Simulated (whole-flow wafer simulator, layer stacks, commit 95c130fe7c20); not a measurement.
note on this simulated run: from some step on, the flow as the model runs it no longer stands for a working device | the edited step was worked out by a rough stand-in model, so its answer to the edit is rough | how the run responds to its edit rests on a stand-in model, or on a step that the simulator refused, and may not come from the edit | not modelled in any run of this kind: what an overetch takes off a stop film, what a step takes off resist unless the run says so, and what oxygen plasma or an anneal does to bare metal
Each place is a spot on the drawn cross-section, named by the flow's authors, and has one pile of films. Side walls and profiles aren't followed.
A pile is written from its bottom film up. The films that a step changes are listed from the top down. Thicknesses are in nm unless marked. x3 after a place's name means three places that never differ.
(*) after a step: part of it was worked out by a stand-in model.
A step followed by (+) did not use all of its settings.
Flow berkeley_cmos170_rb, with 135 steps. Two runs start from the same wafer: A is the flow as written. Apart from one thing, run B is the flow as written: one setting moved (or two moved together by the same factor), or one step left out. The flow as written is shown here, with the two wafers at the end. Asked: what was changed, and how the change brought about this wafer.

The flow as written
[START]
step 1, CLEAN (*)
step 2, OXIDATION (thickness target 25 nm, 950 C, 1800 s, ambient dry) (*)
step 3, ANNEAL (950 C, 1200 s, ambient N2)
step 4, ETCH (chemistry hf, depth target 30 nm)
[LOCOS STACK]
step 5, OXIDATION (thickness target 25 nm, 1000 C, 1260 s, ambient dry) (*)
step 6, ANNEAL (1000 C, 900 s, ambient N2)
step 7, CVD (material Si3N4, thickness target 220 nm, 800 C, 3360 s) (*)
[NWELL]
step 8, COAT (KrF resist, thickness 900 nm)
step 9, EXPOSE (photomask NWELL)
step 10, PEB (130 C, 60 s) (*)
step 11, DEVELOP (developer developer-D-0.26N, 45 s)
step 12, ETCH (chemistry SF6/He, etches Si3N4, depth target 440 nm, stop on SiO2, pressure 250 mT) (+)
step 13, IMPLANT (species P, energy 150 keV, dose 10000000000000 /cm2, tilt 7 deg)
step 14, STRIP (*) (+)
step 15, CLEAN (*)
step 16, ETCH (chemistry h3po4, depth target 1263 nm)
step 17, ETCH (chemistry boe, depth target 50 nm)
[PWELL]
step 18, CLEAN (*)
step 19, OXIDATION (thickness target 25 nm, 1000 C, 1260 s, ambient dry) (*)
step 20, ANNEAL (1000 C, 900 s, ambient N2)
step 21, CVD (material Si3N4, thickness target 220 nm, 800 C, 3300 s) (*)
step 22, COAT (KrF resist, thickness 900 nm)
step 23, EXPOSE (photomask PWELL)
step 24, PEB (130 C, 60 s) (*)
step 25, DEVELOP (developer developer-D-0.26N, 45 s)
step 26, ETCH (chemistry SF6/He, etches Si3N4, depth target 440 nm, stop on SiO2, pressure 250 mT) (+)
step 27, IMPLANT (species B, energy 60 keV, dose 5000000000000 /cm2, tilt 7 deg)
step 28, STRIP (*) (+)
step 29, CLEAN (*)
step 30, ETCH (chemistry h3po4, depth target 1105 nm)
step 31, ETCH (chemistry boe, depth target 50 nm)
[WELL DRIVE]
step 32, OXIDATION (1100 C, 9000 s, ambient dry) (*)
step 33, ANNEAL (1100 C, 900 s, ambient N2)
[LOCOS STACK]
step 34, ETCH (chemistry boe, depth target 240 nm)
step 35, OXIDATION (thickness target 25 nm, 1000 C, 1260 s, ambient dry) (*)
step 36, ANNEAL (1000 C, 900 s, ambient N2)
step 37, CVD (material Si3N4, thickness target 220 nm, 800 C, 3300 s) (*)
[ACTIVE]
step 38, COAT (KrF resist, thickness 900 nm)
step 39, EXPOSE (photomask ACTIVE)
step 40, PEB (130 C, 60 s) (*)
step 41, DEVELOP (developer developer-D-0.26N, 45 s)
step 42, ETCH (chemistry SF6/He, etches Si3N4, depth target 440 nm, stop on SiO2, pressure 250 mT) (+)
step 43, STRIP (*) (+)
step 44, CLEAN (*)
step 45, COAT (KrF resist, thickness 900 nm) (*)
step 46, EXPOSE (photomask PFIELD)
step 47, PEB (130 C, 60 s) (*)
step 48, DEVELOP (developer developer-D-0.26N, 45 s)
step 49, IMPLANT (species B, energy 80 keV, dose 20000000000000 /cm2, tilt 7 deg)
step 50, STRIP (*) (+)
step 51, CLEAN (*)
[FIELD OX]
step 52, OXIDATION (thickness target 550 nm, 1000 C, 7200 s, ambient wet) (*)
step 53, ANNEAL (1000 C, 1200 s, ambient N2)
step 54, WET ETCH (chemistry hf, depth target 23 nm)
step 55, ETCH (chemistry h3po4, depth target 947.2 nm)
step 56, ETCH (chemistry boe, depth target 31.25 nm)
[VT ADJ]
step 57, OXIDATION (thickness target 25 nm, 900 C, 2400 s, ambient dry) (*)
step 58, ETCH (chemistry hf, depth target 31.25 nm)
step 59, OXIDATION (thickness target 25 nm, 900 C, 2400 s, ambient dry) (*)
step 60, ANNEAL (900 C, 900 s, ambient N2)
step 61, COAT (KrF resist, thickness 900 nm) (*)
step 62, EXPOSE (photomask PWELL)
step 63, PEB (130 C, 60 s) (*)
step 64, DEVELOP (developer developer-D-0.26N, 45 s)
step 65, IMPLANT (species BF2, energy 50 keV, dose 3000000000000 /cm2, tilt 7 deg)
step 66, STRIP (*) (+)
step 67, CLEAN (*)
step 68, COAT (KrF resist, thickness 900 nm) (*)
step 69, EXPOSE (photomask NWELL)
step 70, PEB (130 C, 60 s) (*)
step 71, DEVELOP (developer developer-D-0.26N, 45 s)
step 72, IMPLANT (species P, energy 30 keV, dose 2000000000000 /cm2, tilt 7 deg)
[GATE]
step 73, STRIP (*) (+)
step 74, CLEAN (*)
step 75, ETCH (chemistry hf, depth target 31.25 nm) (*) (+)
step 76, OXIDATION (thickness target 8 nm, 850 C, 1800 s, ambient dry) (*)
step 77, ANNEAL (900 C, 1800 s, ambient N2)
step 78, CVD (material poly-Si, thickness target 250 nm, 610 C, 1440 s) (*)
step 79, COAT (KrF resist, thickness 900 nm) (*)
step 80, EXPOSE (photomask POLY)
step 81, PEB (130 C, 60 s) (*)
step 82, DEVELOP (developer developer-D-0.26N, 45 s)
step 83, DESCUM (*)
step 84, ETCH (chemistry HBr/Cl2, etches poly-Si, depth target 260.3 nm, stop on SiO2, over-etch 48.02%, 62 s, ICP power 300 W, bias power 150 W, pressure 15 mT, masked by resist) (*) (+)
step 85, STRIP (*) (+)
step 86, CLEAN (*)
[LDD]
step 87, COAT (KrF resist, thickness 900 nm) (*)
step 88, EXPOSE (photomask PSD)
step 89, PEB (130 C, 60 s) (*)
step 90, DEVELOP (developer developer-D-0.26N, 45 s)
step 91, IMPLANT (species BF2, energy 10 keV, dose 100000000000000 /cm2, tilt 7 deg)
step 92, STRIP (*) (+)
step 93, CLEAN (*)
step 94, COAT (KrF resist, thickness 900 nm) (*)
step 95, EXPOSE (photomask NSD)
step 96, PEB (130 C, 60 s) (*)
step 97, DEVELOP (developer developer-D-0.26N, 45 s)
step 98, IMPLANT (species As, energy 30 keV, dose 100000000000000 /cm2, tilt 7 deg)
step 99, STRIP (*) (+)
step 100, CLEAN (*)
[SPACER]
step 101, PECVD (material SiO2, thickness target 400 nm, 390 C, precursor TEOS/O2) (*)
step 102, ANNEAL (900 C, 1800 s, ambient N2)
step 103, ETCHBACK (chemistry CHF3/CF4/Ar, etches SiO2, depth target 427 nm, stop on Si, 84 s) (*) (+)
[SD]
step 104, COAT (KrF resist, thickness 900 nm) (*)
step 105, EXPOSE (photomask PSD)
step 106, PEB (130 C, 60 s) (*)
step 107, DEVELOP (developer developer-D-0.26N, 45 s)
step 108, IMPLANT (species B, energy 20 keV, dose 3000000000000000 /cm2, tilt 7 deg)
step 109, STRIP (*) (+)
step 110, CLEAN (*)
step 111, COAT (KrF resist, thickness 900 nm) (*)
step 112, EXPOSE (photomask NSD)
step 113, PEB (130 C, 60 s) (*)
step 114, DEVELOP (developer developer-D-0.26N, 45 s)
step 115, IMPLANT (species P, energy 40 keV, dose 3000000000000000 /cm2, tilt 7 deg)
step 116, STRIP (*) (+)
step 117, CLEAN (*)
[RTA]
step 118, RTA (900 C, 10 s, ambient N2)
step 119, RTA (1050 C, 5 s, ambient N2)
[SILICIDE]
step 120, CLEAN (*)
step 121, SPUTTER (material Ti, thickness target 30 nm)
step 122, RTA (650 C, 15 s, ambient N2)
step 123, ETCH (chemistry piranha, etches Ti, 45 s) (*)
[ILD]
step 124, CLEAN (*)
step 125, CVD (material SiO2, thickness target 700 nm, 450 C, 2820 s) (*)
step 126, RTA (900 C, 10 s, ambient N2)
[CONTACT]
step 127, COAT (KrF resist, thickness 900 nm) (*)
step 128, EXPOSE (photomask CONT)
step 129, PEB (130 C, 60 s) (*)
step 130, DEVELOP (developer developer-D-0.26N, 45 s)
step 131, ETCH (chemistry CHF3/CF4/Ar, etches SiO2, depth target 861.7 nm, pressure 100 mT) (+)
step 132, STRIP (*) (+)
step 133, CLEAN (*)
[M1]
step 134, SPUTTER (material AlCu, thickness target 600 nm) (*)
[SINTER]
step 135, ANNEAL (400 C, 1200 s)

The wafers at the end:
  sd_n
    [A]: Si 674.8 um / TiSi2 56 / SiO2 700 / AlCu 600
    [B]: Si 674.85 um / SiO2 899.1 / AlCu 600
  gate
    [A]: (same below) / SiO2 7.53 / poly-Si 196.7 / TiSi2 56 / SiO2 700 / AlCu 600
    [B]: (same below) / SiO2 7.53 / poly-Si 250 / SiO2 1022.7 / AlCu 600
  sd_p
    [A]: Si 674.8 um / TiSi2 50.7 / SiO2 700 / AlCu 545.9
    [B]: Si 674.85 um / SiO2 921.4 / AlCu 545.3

Cause: step 101, PECVD: thickness target 620 nm was run, whereas the flow has thickness target 400 nm.

The path from the change to this, step by step:
  step 101, PECVD (material SiO2, thickness target 400 nm, 390 C, precursor TEOS/O2) (*)
      field, sd_n, contact, m1: A SiO2 gains 400 | B SiO2 gains 620
      gate, gate_p: A SiO2 gains 400 (new film) | B SiO2 gains 620 (new film)
      (also at 3 further places)
  step 103, ETCHBACK (chemistry CHF3/CF4/Ar, etches SiO2, depth target 427 nm, stop on Si, 84 s) (*) (+)
      sd_n, contact, m1: A SiO2 loses 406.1 (all of it) | B SiO2 loses 427
      spacer_n, spacer_p: A SiO2 loses 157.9 | B nothing
      (also at 3 further places)
  step 104, COAT (KrF resist, thickness 900 nm) (*)
      field: A KrF resist gains 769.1 (new film) | B KrF resist gains 807 (new film)
      sd_n: A KrF resist gains 982.1 (new film) | B KrF resist gains 1028.4 (new film)
      (also at 7 further places)
  step 107, DEVELOP (developer developer-D-0.26N, 45 s)
      sd_p: A KrF resist loses 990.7 (all of it) | B KrF resist loses 1110.3 (all of it)
      spacer_p: A KrF resist loses 767.7 (all of it) | B KrF resist loses 710.8 (all of it)
      (also at 1 further place)
  step 109, STRIP (*) (+)
      field: A KrF resist loses 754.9 (all of it) | B KrF resist loses 792.8 (all of it)
      sd_n: A KrF resist loses 967.9 (all of it) | B KrF resist loses 1014.2 (all of it)
      (also at 4 further places)
  step 111, COAT (KrF resist, thickness 900 nm) (*)
      field: A KrF resist gains 769.1 (new film) | B KrF resist gains 807 (new film)
      sd_n: A KrF resist gains 982.1 (new film) | B KrF resist gains 1028.4 (new film)
      (also at 7 further places)
  step 114, DEVELOP (developer developer-D-0.26N, 45 s)
      sd_n: A KrF resist loses 982.1 (all of it) | B KrF resist loses 1028.4 (all of it)
      spacer_n: A KrF resist loses 766.3 (all of it) | B KrF resist loses 709.6 (all of it)
      (also at 2 further places)
  step 116, STRIP (*) (+)
      field: A KrF resist loses 754.9 (all of it) | B KrF resist loses 792.8 (all of it)
      sd_p: A KrF resist loses 976.5 (all of it) | B KrF resist loses 1096.1 (all of it)
      (also at 3 further places)
  step 121, SPUTTER (material Ti, thickness target 30 nm)
      gate, gate_p: A Ti gains 30 (new film) | B Ti gains 20.8 (new film)
      sd_p: A Ti gains 27.1 (new film) | B Ti gains 20.4 (new film)
  step 122, RTA (650 C, 15 s, ambient N2)
      sd_n, contact, m1: A Ti loses 23.4, TiSi first gains 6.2 (new film), TiSi2 C49 gains 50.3 (new film), Si loses 49 | B nothing
      gate, gate_p: A Ti loses 23.4, TiSi first gains 6.2 (new film), TiSi2 C49 gains 50.3 (new film), poly-Si loses 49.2 | B nothing
      (also at 1 further place)
  step 123, ETCH (chemistry piranha, etches Ti, 45 s) (*)
      sd_n, contact, m1: A Ti loses 6.6 (all of it) | B Ti loses 30 (all of it)
      gate, gate_p: A Ti loses 6.6 (all of it) | B Ti loses 20.8 (all of it)
      (also at 1 further place)
  step 125, CVD (material SiO2, thickness target 700 nm, 450 C, 2820 s) (*)
      sd_n, contact, m1: A SiO2 gains 700 (new film) | B SiO2 gains 700
      gate, gate_p: A SiO2 gains 700 (new film) | B SiO2 gains 829.7
      (also at 1 further place)
  step 126, RTA (900 C, 10 s, ambient N2)
      sd_n, contact, m1: A under 1 film: TiSi2 gains 56 (new film), TiSi first loses 6.2 (all of it), TiSi2 C49 loses 50.3 (all of it), Si loses 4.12 | B nothing
      gate, gate_p: A under 1 film: TiSi2 gains 56 (new film), TiSi first loses 6.2 (all of it), TiSi2 C49 loses 50.3 (all of it), poly-Si loses 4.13 | B nothing
      (also at 1 further place)
  step 127, COAT (KrF resist, thickness 900 nm) (*)
      field: A KrF resist gains 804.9 (new film) | B KrF resist gains 841.3 (new film)
      sd_n: A KrF resist gains 1010 (new film) | B KrF resist gains 1051.2 (new film)
      (also at 5 further places)
  step 130, DEVELOP (developer developer-D-0.26N, 45 s)
      contact: A KrF resist loses 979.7 (all of it) | B KrF resist loses 1015.6 (all of it)
  step 131, ETCH (chemistry CHF3/CF4/Ar, etches SiO2, depth target 861.7 nm, pressure 100 mT) (+)
      contact: A SiO2 loses 700 (all of it), TiSi2 loses 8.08 | B SiO2 loses 861.7
  ... and 1 more step ...
  step 134, SPUTTER (material AlCu, thickness target 600 nm) (*)
      contact: A AlCu gains 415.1 (new film) | B AlCu gains 379.4 (new film)
